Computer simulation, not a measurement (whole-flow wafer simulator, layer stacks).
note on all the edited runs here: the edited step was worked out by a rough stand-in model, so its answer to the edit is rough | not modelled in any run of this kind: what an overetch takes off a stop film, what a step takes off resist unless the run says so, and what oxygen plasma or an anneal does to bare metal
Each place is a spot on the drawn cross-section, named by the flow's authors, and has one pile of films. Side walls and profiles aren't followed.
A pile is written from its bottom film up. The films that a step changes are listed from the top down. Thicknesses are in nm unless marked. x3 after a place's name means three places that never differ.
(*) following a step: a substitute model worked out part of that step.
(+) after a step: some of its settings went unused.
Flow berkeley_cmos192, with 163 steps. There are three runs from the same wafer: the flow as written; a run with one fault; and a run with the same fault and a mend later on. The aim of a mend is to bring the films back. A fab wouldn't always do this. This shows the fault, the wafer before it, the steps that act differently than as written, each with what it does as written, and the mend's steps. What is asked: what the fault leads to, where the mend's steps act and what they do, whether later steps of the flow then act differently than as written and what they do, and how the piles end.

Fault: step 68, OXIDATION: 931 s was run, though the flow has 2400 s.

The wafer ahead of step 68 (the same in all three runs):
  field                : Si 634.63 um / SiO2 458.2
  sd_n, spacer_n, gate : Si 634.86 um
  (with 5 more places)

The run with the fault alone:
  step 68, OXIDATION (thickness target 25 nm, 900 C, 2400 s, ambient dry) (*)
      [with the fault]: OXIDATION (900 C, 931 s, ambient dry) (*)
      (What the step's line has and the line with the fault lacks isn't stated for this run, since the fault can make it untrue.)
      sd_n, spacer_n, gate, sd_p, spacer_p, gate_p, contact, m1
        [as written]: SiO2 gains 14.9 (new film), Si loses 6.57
        [with the fault]: SiO2 gains 8.29 (new film), Si loses 3.65
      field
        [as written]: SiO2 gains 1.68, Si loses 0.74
        [with the fault]: SiO2 gains 0.65, Si loses 0.29
  Steps further on in the flow that do not act as written (not shown: 37 more steps that differ only slightly, by at most 2% or 0.5 nm, whichever is larger):
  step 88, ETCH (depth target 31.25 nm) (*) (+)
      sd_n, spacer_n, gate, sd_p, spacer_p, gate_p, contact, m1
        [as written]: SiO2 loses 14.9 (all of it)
        [with the fault]: SiO2 loses 8.29 (all of it)
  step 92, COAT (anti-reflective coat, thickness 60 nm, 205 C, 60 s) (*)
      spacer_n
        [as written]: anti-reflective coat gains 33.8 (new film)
        [with the fault]: anti-reflective coat gains 34.8 (new film)
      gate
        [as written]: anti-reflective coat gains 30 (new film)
        [with the fault]: anti-reflective coat gains 31 (new film)
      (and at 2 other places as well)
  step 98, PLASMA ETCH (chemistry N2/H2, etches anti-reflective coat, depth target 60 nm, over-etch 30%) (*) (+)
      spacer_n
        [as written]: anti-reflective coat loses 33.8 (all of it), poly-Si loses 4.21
        [with the fault]: anti-reflective coat loses 34.8 (all of it), poly-Si loses 4.12
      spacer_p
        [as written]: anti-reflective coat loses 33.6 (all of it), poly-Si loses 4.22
        [with the fault]: anti-reflective coat loses 34.4 (all of it), poly-Si loses 4.13
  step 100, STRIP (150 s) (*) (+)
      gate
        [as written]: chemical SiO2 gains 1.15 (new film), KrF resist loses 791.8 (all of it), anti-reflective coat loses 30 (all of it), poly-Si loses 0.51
        [with the fault]: chemical SiO2 gains 1.15 (new film), KrF resist loses 789.2 (all of it), anti-reflective coat loses 31 (all of it), poly-Si loses 0.51
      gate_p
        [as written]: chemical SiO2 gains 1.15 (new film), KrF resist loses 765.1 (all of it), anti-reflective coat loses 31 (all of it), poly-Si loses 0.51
        [with the fault]: chemical SiO2 gains 1.15 (new film), KrF resist loses 763.2 (all of it), anti-reflective coat loses 31.8 (all of it), poly-Si loses 0.51
  The piles end only slightly different from the flow's at the places that both follow, by no more than 2% or 0.5 nm, whichever is larger.

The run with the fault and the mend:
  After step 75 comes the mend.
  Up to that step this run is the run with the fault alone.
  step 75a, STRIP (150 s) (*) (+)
      sd_p
        KrF resist loses 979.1 (all of it)
      spacer_p
        KrF resist loses 960.4 (all of it)
      gate_p
        KrF resist loses 959.4 (all of it)
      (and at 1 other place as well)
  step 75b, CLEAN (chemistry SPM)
      does not change any film at any place that is followed
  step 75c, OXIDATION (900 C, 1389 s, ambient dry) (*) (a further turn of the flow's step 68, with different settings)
      sd_n, spacer_n, gate, sd_p, spacer_p, gate_p, contact, m1
        SiO2 gains 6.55, Si loses 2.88
      field
        SiO2 gains 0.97, Si loses 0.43
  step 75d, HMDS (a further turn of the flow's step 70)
      does not change any film at any place that is followed
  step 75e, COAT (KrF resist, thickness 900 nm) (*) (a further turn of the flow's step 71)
      spacer_n, gate
        KrF resist gains 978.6 (new film)
      field
        KrF resist gains 842.4 (new film)
      sd_n
        KrF resist gains 1013.2 (new film)
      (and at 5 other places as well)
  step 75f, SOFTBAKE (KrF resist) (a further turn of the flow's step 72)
      does not change any film at any place that is followed
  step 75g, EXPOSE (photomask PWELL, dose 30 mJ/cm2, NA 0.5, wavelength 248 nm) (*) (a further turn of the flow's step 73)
      does not change any film at any place that is followed
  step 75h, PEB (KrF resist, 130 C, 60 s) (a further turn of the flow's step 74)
      sd_n, m1
        KrF resist loses 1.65
      spacer_n, gate
        KrF resist loses 1.58
      spacer_p, gate_p
        KrF resist loses 1.57
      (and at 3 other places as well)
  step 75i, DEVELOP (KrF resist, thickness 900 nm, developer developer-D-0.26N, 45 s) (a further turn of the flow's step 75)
      sd_p, spacer_p, gate_p, m1
        KrF resist loses 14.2
      field
        KrF resist loses 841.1 (all of it)
      sd_n
        KrF resist loses 1011.6 (all of it)
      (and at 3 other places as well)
  None of the later steps of the flow differs from how it acts as written, at any place that is followed, by more than 2% or 0.5 nm, whichever is larger.
  The piles end only slightly different from the flow's at the places that both follow, by no more than 2% or 0.5 nm, whichever is larger.
